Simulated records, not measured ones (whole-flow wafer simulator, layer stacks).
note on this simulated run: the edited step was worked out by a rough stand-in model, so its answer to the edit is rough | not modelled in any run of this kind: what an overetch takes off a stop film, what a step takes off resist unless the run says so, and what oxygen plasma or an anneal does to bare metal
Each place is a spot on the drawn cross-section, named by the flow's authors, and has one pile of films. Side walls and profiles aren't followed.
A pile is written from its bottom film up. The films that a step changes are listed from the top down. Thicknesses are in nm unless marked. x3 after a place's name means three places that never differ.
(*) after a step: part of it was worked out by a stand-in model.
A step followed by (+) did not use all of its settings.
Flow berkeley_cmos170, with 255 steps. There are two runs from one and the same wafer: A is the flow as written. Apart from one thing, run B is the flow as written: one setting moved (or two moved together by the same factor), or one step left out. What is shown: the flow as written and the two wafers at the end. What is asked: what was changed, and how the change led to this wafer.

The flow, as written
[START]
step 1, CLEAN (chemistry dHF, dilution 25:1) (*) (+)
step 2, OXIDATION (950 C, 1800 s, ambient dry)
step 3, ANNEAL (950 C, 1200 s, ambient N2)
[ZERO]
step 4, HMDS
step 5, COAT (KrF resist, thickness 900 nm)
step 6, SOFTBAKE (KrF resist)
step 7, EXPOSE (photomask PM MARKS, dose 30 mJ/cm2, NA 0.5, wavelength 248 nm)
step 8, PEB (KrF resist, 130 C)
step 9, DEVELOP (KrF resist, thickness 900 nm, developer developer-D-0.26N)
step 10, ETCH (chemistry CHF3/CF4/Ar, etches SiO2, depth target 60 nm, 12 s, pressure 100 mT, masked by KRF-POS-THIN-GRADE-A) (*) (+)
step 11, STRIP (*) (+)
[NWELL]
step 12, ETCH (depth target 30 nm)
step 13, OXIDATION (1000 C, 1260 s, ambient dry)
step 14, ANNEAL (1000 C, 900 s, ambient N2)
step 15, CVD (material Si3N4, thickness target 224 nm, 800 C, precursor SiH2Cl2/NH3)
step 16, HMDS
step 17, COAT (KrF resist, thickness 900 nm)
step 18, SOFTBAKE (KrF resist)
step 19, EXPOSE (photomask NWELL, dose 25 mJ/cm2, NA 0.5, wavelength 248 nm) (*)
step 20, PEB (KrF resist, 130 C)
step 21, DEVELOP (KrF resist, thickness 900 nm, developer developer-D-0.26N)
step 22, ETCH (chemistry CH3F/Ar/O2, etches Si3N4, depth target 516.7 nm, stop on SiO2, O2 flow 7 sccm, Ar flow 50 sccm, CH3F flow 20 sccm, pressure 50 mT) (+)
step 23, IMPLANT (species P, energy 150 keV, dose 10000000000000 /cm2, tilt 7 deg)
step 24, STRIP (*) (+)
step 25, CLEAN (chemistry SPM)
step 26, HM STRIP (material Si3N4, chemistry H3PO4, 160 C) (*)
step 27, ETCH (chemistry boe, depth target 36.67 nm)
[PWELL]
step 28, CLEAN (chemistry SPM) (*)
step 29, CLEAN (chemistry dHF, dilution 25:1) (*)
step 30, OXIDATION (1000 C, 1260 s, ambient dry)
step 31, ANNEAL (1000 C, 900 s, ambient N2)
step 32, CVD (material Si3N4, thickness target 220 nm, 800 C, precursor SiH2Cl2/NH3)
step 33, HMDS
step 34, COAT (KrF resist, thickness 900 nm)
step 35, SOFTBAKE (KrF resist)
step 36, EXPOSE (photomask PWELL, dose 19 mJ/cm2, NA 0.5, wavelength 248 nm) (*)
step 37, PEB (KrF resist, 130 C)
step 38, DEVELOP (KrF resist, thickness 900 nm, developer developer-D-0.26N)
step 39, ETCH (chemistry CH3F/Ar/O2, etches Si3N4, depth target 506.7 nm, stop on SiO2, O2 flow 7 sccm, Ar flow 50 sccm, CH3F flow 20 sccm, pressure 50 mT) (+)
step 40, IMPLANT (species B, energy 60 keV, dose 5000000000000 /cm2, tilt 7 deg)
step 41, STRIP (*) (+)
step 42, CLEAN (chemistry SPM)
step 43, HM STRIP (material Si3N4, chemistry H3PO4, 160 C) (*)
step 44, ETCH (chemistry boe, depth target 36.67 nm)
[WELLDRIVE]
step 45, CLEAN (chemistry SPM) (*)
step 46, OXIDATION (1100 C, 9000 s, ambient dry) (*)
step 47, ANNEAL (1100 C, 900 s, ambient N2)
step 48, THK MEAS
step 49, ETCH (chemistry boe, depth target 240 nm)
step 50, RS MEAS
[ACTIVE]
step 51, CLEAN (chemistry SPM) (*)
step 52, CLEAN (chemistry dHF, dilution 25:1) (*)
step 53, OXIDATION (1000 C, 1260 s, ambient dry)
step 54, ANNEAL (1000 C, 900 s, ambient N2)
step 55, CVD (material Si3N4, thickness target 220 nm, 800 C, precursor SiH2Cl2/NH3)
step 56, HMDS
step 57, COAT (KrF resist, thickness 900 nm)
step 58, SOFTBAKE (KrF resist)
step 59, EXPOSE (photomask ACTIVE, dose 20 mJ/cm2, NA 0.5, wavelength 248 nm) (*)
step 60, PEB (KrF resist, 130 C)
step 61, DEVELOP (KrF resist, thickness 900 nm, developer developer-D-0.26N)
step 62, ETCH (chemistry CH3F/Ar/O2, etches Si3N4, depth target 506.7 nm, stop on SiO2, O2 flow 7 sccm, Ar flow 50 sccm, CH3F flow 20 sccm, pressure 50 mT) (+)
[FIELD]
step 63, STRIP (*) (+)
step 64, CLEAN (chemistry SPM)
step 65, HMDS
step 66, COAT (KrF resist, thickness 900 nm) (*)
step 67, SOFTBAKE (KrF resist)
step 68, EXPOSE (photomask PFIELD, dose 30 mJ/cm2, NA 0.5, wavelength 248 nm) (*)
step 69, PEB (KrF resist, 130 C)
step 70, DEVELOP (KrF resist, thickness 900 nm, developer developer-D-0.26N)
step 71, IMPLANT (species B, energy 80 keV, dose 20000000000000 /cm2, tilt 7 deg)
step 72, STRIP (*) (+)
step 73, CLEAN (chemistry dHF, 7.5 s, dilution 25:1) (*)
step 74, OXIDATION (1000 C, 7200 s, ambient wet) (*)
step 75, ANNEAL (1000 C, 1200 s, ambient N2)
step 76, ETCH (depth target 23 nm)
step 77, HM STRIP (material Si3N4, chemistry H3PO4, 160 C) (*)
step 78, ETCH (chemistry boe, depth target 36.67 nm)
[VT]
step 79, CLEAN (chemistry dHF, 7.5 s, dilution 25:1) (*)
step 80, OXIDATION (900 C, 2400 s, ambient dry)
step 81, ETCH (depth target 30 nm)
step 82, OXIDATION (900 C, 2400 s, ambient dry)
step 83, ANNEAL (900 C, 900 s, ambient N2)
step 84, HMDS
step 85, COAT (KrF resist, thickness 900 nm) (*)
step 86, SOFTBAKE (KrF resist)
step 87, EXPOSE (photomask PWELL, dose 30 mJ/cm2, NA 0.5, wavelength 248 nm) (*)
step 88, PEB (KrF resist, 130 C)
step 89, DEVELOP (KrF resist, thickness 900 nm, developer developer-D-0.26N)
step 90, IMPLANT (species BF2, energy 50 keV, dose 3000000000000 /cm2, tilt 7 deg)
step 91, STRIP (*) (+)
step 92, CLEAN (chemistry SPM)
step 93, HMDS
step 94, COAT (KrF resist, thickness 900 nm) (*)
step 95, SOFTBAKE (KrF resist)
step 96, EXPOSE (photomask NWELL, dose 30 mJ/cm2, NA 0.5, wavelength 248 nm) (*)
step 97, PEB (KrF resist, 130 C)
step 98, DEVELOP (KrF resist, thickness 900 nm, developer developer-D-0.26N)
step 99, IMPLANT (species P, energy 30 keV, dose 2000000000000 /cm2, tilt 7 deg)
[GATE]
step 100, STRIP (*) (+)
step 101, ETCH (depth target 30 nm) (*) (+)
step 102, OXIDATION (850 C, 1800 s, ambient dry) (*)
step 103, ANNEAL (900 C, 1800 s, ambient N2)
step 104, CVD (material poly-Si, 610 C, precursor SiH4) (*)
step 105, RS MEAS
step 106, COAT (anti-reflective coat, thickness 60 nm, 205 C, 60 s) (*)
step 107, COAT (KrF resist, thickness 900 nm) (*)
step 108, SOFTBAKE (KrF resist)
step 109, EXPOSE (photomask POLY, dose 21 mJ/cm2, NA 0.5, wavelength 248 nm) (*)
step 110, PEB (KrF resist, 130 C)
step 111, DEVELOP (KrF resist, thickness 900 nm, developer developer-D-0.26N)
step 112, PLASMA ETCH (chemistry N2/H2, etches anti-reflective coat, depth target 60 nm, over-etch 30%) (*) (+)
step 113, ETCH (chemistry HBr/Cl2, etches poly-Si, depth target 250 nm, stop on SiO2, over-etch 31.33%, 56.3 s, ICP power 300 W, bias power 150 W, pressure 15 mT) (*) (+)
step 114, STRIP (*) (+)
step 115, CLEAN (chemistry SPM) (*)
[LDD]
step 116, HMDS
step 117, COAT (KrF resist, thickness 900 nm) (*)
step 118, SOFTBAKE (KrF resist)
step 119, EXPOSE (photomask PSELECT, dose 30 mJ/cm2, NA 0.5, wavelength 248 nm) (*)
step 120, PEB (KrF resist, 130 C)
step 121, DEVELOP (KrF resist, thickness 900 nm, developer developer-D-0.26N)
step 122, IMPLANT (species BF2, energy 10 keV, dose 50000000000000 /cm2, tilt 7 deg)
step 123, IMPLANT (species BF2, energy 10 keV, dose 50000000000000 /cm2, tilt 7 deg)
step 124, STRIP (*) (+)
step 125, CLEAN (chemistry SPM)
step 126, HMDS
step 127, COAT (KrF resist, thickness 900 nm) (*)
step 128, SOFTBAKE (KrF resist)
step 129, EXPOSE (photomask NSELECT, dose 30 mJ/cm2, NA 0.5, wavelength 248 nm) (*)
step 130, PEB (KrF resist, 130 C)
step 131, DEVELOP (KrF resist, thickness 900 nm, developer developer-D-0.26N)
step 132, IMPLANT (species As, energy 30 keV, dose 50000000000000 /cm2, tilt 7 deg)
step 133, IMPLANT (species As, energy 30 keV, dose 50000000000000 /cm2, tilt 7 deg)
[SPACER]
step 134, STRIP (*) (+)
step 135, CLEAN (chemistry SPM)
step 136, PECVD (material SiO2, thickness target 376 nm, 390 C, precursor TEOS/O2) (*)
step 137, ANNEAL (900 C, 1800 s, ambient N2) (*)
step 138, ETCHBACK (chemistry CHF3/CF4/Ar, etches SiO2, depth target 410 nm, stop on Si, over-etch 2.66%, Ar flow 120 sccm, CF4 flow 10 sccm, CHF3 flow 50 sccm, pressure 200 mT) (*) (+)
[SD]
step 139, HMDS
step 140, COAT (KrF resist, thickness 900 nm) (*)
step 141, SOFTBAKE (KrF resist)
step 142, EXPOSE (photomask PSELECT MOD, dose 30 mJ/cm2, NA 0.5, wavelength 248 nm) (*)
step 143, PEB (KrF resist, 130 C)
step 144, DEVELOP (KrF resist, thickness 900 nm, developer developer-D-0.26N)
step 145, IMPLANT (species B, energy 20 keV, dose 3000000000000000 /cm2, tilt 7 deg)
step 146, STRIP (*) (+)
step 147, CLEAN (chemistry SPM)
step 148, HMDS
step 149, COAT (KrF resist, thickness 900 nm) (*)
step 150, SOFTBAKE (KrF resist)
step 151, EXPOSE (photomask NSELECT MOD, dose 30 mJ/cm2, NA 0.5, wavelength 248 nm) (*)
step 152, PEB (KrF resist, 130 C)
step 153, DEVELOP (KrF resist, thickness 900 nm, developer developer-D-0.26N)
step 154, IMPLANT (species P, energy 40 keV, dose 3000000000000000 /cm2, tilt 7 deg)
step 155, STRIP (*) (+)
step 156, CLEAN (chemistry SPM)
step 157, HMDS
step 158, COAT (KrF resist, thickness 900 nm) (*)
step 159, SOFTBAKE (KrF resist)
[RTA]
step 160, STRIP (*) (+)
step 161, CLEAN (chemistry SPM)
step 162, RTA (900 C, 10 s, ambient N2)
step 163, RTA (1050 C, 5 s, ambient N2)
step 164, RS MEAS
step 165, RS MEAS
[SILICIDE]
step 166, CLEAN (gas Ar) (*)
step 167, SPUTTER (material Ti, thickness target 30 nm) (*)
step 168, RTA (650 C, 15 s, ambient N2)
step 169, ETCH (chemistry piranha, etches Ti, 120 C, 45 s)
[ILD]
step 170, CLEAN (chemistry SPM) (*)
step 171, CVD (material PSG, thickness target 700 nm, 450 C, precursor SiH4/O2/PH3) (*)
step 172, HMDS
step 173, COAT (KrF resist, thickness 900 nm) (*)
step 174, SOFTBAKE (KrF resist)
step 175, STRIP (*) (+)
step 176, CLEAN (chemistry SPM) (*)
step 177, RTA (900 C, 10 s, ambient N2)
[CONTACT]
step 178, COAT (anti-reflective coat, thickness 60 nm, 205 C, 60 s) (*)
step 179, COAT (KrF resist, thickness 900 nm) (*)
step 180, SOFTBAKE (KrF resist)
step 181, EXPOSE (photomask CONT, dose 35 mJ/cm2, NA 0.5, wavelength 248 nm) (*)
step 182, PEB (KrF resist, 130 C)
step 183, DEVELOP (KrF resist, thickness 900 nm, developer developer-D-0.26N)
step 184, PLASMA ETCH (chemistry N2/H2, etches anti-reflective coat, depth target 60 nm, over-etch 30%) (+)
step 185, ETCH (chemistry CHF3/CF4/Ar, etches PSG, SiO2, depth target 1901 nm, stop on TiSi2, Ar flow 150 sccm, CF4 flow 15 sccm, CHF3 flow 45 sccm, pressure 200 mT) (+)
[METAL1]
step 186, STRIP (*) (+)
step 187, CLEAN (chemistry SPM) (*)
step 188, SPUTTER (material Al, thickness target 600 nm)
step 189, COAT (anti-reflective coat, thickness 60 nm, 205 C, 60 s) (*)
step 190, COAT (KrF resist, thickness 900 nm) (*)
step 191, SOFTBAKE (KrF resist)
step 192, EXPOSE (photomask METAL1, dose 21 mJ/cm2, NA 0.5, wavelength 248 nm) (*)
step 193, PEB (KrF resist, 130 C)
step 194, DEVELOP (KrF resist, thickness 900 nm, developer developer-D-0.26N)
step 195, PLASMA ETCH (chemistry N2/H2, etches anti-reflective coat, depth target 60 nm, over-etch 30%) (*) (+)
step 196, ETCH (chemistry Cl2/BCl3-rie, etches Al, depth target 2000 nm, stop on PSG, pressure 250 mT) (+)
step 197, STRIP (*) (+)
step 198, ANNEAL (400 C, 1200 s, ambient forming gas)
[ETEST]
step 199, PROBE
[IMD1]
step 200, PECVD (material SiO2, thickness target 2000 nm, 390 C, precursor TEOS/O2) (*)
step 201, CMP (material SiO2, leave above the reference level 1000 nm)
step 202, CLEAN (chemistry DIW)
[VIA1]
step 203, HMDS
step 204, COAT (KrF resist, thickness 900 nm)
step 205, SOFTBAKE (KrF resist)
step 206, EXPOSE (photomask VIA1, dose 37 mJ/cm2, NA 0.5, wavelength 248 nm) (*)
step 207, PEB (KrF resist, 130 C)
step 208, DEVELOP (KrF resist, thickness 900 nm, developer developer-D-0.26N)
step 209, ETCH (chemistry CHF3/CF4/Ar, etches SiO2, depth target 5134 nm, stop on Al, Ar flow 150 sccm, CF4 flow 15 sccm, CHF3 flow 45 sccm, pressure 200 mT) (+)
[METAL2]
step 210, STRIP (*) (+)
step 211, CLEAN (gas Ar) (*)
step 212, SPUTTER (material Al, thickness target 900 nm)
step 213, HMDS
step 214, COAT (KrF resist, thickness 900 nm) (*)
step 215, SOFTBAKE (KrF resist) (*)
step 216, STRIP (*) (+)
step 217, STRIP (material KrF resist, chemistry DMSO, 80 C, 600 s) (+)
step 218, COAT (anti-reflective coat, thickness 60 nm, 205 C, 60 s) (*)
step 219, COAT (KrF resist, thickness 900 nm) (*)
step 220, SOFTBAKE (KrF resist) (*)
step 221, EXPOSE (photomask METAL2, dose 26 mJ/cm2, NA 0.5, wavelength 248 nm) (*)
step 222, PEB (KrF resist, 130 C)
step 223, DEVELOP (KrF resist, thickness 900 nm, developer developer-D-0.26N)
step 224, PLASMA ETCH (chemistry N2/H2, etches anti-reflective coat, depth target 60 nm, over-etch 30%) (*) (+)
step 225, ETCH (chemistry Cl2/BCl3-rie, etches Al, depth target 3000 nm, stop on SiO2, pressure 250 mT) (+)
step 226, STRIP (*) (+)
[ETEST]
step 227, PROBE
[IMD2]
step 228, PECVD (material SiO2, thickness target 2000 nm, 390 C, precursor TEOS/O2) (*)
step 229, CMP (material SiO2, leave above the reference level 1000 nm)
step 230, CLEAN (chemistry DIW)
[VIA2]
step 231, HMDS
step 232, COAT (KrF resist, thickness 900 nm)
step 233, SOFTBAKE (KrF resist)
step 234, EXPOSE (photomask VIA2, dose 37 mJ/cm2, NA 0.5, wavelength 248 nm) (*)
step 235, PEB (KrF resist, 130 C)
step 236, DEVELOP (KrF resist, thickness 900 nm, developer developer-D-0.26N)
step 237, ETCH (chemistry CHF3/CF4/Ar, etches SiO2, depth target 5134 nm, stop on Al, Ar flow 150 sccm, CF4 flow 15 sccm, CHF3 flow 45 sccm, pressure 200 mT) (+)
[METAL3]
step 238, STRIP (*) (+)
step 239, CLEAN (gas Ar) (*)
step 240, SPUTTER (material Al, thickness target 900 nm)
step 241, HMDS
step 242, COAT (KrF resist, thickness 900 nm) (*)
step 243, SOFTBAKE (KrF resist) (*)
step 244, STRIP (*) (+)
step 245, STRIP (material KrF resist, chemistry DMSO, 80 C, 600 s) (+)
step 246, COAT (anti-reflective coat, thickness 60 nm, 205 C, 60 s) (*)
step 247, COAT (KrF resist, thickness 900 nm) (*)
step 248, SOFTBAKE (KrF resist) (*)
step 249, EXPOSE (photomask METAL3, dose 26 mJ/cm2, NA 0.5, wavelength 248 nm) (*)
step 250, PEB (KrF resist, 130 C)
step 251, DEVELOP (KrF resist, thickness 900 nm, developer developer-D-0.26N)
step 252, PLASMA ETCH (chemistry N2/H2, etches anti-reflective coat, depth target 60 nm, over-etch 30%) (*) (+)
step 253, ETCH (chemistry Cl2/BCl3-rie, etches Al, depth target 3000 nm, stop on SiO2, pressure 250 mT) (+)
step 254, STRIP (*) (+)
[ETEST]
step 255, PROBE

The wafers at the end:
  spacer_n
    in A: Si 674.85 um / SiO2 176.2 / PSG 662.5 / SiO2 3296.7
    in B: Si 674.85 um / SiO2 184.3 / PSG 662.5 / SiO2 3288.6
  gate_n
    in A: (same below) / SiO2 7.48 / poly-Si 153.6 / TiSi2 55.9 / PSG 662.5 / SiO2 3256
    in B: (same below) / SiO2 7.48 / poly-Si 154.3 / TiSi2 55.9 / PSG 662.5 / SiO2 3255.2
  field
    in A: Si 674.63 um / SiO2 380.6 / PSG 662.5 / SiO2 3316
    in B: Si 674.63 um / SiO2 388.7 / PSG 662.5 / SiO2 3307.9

The reason: step 137, ANNEAL: 720 C was run, though the flow has 900 C.

How this came from the change, step by step:
  step 137, ANNEAL (900 C, 1800 s, ambient N2) (*)
      field, sd_n, spacer_n and 9 more: A -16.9 SiO2 | B -8.8 SiO2
  step 138, ETCHBACK (chemistry CHF3/CF4/Ar, etches SiO2, depth target 410 nm, stop on Si, over-etch 2.66%, Ar flow 120 sccm, CF4 flow 10 sccm, CHF3 flow 50 sccm, pressure 200 mT) (*) (+)
      sd_n, sd_p, contact, m1, via1, m2, via2: A -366 SiO2 (all of it) | B -374.1 SiO2 (all of it)
      gate_n, gate_p: A -359.1 SiO2 (all of it), -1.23 chemical SiO2 (all of it), -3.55 poly-Si | B -367.2 SiO2 (all of it), -1.23 chemical SiO2 (all of it), -2.81 poly-Si
  step 178, COAT (anti-reflective coat, thickness 60 nm, 205 C, 60 s) (*)
      sd_n: A +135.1 anti-reflective coat (new film) | B +139.8 anti-reflective coat (new film)
      spacer_n: A +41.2 anti-reflective coat (new film) | B +40.2 anti-reflective coat (new film)
      (as well as at 3 more places)
  step 186, STRIP (*) (+)
      sd_n: A -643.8 KrF resist (all of it), -135.1 anti-reflective coat (all of it) | B -643.2 KrF resist (all of it), -139.8 anti-reflective coat (all of it)
      spacer_n: A -599.1 KrF resist (all of it), -41.2 anti-reflective coat (all of it) | B -597.2 KrF resist (all of it), -40.2 anti-reflective coat (all of it)
      (as well as at 3 more places)
  step 189, COAT (anti-reflective coat, thickness 60 nm, 205 C, 60 s) (*)
      spacer_n: A +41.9 anti-reflective coat (new film) | B +40.4 anti-reflective coat (new film)
      gate_n: A +48 anti-reflective coat (new film) | B +50.4 anti-reflective coat (new film)
      (as well as at 2 more places)
  step 195, PLASMA ETCH (chemistry N2/H2, etches anti-reflective coat, depth target 60 nm, over-etch 30%) (*) (+)
      spacer_n: A -41.9 anti-reflective coat (all of it) | B -40.4 anti-reflective coat (all of it)
      gate_n: A -48 anti-reflective coat (all of it) | B -50.4 anti-reflective coat (all of it)
      (as well as at 2 more places)
